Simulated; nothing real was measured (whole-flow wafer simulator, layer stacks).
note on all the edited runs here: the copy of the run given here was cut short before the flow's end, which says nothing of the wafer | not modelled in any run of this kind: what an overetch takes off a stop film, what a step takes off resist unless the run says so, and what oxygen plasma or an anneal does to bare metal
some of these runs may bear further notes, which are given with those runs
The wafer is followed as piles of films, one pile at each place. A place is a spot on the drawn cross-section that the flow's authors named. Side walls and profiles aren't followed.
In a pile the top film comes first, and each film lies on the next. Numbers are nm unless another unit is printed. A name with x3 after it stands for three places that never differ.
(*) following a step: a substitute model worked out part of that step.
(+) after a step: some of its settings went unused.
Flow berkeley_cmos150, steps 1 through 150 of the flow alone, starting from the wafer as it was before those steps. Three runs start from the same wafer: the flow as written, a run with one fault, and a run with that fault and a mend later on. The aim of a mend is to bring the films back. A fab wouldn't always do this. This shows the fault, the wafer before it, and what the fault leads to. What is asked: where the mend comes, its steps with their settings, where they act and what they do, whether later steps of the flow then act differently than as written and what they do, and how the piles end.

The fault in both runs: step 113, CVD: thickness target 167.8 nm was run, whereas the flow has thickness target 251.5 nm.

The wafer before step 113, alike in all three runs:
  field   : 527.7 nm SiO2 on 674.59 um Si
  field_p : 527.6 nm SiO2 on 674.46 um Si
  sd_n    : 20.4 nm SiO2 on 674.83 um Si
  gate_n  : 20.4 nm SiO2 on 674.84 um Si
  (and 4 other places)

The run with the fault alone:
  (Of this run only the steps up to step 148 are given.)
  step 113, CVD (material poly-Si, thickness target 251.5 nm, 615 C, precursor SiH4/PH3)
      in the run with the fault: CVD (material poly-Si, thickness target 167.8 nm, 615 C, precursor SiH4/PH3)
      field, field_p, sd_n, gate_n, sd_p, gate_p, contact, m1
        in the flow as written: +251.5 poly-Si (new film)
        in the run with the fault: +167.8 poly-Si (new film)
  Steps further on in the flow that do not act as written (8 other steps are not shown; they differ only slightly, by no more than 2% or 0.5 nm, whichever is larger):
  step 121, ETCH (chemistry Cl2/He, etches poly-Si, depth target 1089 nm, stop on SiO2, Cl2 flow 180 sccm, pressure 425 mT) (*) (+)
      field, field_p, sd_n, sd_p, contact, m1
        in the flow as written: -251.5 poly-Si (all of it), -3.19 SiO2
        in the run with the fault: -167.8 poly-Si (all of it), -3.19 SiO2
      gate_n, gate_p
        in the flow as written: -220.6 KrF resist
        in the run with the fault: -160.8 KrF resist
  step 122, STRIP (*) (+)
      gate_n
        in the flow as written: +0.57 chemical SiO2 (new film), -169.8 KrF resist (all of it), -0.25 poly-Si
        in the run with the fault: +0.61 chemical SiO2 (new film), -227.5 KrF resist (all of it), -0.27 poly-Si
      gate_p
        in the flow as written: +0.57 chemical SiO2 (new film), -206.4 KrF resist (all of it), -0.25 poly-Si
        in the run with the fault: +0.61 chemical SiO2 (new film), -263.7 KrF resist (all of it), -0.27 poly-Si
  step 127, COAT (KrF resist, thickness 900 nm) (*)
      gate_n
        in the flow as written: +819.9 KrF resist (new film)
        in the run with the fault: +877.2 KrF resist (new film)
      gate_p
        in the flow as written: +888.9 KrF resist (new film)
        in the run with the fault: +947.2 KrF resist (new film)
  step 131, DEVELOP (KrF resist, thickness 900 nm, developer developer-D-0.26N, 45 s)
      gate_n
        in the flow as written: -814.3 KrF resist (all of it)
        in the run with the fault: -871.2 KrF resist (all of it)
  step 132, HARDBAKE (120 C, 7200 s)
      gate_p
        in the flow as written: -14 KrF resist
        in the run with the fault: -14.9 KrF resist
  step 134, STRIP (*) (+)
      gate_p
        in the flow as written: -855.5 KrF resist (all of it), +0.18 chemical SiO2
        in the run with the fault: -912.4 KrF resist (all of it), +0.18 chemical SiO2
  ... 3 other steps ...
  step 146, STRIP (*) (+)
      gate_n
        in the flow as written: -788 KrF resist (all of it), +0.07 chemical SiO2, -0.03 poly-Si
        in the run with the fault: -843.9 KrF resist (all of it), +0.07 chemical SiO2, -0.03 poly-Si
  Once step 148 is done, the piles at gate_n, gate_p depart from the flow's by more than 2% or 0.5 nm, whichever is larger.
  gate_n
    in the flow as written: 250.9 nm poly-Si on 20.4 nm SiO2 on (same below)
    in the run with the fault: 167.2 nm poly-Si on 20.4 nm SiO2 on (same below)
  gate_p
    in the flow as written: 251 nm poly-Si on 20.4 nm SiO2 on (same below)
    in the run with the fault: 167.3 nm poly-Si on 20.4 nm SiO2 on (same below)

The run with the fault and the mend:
  The mend follows step 113.
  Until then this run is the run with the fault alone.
  step 113a, CVD (material poly-Si, thickness target 83.75 nm, 615 C, precursor SiH4/PH3) (*) (the flow's step 113, run once more with other settings)
      field, field_p, sd_n, gate_n, sd_p, gate_p, contact, m1
        +83.8 poly-Si
  Later steps of the flow that are run all act as written at every place that is followed, up to a difference of at most 2% or 0.5 nm, whichever is larger.
  At the end the piles are close to the flow's at the places that both follow, differing by at most 2% or 0.5 nm, whichever is larger.
